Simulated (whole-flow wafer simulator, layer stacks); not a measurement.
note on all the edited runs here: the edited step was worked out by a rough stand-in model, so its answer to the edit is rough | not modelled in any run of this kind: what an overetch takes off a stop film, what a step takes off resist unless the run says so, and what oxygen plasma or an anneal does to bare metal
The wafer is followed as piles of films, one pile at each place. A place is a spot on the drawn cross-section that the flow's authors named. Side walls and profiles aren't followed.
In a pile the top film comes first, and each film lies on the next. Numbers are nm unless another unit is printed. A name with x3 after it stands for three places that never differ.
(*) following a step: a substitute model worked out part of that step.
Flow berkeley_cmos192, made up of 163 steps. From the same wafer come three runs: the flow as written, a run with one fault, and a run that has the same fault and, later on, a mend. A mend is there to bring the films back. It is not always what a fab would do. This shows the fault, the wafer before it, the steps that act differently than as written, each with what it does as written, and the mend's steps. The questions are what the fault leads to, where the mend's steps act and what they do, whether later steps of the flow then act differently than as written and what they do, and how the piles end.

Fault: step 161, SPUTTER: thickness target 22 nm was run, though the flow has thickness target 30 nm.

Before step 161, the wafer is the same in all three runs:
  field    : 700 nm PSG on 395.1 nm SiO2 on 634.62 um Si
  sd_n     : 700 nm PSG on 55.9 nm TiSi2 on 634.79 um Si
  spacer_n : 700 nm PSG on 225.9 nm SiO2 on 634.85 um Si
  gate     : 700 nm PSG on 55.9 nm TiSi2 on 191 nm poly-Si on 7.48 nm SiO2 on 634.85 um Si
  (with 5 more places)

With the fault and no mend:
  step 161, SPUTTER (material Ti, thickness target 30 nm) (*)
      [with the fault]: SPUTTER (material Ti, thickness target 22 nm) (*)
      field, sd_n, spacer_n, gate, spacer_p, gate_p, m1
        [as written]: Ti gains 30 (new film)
        [with the fault]: Ti gains 22 (new film)
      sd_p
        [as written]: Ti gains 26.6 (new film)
        [with the fault]: Ti gains 19.5 (new film)
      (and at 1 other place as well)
  None of the later steps of the flow differs from how it acts as written, at any place that is followed, by more than 2% or 0.5 nm, whichever is larger.
  At field, sd_n, spacer_n and 6 more, the piles at the end differ from the flow's by more than 2% or 0.5 nm, whichever is larger.
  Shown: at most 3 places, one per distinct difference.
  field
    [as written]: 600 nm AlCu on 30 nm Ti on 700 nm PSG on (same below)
    [with the fault]: 600 nm AlCu on 22 nm Ti on 700 nm PSG on (same below)
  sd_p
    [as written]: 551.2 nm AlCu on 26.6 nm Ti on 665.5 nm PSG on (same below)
    [with the fault]: 551.6 nm AlCu on 19.5 nm Ti on 665.5 nm PSG on (same below)
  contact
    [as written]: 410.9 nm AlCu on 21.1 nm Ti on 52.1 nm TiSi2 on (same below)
    [with the fault]: 412.2 nm AlCu on 15.5 nm Ti on 52.1 nm TiSi2 on (same below)

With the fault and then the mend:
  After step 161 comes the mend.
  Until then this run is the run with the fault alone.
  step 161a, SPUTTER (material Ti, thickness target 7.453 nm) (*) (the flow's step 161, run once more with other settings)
      field, sd_n, spacer_n, gate, spacer_p, gate_p, m1
        Ti gains 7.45
      sd_p
        Ti gains 6.6
      contact
        Ti gains 5.2
  None of the later steps of the flow differs from how it acts as written, at any place that is followed, by more than 2% or 0.5 nm, whichever is larger.
  When the end is reached, the piles differ only a little from the flow's at the places that both follow, at most by 2% or 0.5 nm, whichever is larger.
